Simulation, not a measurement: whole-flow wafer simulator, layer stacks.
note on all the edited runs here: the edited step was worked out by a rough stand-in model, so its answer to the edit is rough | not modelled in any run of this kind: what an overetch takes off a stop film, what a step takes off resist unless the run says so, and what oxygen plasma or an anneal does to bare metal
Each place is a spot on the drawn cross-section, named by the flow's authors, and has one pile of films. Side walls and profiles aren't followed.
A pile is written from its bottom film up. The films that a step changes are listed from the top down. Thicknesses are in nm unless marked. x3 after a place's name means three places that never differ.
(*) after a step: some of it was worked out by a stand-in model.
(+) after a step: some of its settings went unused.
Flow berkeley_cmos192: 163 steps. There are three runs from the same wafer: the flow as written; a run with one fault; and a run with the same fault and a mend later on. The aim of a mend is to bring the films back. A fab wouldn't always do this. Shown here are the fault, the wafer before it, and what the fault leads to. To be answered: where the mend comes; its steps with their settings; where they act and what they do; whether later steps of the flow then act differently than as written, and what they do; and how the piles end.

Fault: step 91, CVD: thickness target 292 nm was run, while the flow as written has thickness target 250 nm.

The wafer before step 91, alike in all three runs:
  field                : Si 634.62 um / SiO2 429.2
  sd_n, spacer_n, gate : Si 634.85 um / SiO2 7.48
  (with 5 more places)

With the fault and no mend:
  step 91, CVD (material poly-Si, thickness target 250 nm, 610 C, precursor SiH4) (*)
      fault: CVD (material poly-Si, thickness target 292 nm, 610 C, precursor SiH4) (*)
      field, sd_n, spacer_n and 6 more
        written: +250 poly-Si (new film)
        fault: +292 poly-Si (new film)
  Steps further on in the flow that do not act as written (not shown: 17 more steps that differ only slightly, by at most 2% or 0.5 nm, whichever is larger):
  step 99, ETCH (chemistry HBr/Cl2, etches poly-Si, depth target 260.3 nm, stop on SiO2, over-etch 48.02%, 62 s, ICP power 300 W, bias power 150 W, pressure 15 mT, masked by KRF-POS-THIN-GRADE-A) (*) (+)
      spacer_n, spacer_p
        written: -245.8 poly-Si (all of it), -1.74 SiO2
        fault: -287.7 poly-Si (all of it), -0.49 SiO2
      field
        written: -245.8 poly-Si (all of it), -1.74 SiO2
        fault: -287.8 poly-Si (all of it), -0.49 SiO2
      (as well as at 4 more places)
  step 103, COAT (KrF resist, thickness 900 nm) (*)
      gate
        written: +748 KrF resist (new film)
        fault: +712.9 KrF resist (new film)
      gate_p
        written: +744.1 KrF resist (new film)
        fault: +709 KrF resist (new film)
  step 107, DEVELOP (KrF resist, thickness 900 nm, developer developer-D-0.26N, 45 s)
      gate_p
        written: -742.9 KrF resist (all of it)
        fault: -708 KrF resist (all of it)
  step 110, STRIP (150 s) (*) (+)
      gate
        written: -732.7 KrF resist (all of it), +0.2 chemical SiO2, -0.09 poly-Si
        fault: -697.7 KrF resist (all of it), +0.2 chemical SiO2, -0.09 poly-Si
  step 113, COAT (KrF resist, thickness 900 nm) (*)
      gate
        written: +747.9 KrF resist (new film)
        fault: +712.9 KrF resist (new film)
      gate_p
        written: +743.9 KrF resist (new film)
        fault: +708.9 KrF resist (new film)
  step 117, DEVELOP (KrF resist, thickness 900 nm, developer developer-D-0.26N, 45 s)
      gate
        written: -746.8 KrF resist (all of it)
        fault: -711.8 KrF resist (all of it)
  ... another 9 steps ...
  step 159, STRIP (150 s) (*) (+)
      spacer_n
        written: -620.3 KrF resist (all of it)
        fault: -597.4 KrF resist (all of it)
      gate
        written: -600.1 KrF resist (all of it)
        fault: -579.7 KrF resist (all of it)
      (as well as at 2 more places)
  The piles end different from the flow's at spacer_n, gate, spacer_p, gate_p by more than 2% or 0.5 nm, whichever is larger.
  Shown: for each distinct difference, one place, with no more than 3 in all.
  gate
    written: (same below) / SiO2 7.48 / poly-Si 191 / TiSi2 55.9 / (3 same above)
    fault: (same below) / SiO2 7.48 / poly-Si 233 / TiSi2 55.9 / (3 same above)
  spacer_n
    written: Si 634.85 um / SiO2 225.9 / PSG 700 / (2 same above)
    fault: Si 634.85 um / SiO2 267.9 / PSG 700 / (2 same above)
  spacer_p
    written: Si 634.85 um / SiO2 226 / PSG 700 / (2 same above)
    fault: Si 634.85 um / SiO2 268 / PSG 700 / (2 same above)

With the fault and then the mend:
  The mend follows step 91.
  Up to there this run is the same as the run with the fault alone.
  step 91a, ETCH (chemistry tmah, depth target 42 nm)
      field, sd_n, spacer_n and 6 more
        -42 poly-Si
  Later steps of the flow that are run all act as written at every place that is followed.
  At every place that both follow, the piles at the end match the flow's.
